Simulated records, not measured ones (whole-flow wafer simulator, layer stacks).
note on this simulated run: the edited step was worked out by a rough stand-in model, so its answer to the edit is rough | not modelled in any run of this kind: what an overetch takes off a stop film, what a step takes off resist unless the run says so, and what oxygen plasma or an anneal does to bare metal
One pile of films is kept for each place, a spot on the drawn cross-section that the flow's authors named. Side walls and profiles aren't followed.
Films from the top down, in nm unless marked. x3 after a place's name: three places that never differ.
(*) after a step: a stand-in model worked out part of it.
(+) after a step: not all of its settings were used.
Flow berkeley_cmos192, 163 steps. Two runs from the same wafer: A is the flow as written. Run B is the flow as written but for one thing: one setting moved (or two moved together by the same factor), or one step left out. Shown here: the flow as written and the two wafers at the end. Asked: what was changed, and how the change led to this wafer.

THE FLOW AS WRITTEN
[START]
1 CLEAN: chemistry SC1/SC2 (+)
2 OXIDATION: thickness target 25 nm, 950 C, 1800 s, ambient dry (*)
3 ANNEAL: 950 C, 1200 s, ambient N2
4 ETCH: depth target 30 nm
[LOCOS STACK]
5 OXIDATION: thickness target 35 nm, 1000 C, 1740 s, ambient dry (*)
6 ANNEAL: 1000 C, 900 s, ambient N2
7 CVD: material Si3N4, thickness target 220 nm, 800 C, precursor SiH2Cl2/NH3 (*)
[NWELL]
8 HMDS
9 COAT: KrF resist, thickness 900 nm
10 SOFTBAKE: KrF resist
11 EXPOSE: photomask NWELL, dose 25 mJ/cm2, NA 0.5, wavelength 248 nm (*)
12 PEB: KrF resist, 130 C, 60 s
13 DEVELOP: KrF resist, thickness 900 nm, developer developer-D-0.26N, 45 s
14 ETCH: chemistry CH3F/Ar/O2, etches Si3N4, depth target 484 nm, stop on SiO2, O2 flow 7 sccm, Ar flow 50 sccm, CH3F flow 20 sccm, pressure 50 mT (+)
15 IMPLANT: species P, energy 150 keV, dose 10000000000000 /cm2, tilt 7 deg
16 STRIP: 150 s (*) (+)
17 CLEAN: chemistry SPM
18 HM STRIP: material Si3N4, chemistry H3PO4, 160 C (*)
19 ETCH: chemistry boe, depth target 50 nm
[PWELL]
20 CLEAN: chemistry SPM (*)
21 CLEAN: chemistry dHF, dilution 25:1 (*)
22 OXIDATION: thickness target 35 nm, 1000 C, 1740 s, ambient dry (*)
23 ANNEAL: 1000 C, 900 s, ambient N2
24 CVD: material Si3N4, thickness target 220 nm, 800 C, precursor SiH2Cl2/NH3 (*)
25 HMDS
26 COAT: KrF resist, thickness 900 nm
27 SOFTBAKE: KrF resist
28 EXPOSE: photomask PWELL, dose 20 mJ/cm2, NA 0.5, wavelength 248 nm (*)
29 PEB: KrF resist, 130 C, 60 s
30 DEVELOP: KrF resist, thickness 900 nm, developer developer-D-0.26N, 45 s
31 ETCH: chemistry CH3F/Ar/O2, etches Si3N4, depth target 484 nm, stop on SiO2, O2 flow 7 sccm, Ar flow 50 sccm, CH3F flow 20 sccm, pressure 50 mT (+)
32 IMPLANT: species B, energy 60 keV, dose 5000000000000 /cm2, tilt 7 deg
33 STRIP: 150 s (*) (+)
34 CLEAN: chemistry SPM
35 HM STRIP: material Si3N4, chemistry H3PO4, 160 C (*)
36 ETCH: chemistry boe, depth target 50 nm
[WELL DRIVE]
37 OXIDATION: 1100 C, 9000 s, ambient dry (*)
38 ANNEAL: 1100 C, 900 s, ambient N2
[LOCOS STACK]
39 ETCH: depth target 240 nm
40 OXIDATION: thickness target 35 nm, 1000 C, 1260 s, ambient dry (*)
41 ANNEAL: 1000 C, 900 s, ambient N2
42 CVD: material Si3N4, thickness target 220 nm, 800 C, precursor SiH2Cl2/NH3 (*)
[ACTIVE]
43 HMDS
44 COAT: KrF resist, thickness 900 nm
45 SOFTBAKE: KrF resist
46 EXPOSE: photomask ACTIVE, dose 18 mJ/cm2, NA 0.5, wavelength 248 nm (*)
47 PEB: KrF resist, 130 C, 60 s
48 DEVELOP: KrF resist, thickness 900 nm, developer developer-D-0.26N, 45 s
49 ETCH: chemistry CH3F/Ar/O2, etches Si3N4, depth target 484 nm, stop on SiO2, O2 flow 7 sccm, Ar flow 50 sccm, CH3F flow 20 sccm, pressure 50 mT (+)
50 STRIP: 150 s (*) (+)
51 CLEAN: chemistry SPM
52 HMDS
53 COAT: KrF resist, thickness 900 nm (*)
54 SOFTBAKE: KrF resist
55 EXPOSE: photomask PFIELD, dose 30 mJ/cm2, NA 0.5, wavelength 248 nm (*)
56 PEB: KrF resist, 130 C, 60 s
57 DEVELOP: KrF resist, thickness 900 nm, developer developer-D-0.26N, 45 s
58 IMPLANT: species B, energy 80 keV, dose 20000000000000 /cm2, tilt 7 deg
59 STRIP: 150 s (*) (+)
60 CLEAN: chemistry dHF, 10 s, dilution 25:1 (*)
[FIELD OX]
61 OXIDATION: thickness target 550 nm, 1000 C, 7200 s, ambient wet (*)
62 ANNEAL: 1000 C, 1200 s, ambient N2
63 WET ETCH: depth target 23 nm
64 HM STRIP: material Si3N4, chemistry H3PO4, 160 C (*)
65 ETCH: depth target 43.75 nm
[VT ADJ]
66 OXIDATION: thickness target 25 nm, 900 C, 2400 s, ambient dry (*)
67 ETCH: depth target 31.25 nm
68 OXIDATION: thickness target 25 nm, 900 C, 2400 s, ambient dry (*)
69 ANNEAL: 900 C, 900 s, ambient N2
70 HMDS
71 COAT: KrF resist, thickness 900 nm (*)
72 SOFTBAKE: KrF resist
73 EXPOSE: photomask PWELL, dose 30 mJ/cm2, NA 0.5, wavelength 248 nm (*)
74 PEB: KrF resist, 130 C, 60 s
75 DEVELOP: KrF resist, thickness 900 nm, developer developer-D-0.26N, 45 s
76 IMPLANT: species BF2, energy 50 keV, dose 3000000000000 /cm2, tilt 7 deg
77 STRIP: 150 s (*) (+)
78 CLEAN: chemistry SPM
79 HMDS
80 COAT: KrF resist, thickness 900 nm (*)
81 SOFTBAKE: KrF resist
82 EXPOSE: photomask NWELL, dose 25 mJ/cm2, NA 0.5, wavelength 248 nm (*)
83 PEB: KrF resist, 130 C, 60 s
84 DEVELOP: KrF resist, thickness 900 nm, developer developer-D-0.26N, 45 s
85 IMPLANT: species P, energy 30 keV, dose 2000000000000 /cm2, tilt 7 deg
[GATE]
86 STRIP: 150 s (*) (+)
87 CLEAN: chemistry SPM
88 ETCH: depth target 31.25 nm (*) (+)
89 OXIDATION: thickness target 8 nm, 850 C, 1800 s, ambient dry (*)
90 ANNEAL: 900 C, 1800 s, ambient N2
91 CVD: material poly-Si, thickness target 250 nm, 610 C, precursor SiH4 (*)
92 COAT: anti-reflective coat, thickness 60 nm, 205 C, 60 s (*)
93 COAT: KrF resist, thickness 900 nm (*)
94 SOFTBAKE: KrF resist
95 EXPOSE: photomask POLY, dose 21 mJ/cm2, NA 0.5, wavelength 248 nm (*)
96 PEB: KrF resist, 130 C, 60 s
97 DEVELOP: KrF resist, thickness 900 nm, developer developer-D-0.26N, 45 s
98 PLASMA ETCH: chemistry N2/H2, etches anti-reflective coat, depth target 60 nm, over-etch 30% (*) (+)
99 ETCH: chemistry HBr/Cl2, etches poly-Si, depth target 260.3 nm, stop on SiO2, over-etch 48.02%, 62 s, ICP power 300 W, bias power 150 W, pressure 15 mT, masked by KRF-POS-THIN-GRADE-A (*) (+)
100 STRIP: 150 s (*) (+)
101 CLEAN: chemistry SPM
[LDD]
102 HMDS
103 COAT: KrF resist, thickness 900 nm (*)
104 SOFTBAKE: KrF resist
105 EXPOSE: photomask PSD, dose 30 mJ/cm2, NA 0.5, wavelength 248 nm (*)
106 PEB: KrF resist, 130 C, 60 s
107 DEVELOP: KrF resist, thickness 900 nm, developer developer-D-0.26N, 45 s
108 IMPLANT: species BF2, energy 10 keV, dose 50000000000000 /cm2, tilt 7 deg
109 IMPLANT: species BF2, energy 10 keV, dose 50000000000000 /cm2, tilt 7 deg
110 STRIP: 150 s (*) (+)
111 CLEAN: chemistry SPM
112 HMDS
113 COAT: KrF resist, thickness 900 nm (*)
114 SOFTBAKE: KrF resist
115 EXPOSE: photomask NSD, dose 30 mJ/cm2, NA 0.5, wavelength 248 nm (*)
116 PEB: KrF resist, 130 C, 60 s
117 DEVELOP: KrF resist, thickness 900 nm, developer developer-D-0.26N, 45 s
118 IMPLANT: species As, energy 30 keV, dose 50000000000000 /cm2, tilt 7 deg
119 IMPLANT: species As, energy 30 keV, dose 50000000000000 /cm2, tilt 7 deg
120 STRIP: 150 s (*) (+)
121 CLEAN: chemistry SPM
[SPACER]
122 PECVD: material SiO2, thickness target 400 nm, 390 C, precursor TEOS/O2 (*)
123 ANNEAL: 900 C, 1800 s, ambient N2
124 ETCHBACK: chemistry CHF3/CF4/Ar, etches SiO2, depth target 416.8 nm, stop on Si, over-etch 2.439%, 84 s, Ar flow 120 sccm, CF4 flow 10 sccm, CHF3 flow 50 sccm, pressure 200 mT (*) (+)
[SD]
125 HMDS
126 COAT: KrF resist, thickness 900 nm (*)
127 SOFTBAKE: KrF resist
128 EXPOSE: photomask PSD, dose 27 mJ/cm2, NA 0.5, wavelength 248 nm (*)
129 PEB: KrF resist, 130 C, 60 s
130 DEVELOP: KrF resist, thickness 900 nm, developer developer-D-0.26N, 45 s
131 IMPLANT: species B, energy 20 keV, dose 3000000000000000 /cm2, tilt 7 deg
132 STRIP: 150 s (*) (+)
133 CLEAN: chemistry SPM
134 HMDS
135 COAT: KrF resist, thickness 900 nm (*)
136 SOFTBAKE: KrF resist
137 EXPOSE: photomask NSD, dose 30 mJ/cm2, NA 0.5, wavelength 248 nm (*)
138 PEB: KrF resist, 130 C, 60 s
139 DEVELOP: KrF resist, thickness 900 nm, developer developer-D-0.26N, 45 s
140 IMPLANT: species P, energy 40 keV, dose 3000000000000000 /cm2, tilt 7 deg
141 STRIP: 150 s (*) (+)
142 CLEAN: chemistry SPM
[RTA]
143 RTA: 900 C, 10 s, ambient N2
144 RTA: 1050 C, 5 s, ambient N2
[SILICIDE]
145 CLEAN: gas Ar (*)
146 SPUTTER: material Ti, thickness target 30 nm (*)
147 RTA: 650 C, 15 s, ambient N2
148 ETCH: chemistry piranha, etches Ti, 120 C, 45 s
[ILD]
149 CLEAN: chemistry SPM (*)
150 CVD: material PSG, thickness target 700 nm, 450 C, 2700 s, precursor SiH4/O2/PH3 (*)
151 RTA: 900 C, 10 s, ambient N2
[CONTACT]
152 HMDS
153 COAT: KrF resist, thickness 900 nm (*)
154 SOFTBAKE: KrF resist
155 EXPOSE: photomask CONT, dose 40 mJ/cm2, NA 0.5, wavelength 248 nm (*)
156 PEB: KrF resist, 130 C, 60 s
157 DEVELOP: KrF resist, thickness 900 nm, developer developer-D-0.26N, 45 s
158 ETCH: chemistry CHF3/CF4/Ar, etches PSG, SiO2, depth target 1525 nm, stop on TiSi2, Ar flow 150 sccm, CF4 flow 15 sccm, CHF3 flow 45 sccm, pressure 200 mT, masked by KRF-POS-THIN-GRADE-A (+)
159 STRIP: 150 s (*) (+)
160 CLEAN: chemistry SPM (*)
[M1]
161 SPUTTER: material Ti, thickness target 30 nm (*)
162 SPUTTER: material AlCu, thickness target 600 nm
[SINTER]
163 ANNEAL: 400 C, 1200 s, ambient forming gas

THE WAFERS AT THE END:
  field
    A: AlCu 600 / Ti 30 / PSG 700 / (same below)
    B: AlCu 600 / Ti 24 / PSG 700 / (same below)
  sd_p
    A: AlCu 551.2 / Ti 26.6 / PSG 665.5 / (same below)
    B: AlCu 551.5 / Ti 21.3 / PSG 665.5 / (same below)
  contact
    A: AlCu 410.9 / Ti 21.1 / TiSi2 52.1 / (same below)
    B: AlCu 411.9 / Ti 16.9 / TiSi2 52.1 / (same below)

The cause: step 161, SPUTTER: thickness target 24 nm was run, where the flow has thickness target 30 nm.
It can be read off the wafer: field has Ti 24, and step 161 as written asks for 30 nm.

How the change led to this, step by step:
  161 SPUTTER: material Ti, thickness target 30 nm (*)
      field, sd_n, spacer_n, gate, spacer_p, gate_p, m1: A Ti +30 (new film) | B Ti +24 (new film)
      sd_p: A Ti +26.6 (new film) | B Ti +21.3 (new film)
      (and at 1 more place)
